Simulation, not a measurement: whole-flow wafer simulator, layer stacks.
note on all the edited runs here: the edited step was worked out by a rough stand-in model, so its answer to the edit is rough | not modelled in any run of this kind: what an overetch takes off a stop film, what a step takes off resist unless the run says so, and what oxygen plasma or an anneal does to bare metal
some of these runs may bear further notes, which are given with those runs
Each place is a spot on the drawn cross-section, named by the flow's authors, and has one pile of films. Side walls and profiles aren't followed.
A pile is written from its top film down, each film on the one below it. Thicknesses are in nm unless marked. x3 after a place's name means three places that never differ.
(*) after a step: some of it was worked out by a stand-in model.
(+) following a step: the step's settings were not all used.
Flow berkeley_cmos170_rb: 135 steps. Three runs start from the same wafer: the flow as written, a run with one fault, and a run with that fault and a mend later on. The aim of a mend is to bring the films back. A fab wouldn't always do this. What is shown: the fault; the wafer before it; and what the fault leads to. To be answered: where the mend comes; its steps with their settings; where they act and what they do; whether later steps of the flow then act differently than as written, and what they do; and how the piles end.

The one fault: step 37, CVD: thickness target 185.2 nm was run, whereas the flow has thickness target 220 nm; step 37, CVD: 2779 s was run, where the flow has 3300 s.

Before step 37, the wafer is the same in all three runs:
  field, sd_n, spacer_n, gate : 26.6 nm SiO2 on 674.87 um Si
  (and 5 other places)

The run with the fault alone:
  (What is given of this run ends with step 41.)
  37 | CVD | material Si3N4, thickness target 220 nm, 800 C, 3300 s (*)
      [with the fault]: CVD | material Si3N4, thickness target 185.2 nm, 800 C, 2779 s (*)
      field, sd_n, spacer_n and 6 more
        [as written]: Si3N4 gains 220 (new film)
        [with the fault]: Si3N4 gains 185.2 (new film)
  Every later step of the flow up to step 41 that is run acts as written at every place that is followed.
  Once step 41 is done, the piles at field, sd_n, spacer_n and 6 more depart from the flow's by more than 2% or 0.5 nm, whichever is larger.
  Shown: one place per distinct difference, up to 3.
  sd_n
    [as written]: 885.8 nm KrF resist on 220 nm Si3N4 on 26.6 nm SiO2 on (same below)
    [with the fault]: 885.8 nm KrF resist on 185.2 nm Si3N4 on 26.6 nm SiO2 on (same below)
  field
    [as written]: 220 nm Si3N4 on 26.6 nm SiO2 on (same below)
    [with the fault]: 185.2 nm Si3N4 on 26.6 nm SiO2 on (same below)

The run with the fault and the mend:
  The mend stands after step 41.
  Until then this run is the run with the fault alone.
  41a | STRIP (*) (+)
      sd_n, spacer_n, gate, sd_p, spacer_p, gate_p, contact, m1
        KrF resist loses 885.8 (all of it)
  41b | CLEAN (*)
      does not change any film at any place that is followed
  41c | CVD | material Si3N4, thickness target 34.76 nm, 800 C, 521 s (*) (the flow's step 37, run once more with other settings)
      field, sd_n, spacer_n and 6 more
        Si3N4 gains 34.8
  41d | COAT | KrF resist, thickness 900 nm (the flow's step 38, run once more)
      field, sd_n, spacer_n and 6 more
        KrF resist gains 900 (new film)
  41e | EXPOSE | photomask ACTIVE (the flow's step 39, run once more)
      does not change any film at any place that is followed
  41f | PEB | 130 C, 60 s (*) (the flow's step 40, run once more)
      does not change any film at any place that is followed
  41g | DEVELOP | developer developer-D-0.26N, 45 s (the flow's step 41, run once more)
      sd_n, spacer_n, gate, sd_p, spacer_p, gate_p, contact, m1
        KrF resist loses 14.2
      field
        KrF resist loses 900 (all of it)
  Every later step of the flow that is run acts as written, at every place that is followed, to within 2% or 0.5 nm, whichever is larger.
  The piles end the same as the flow's at every place that both follow.
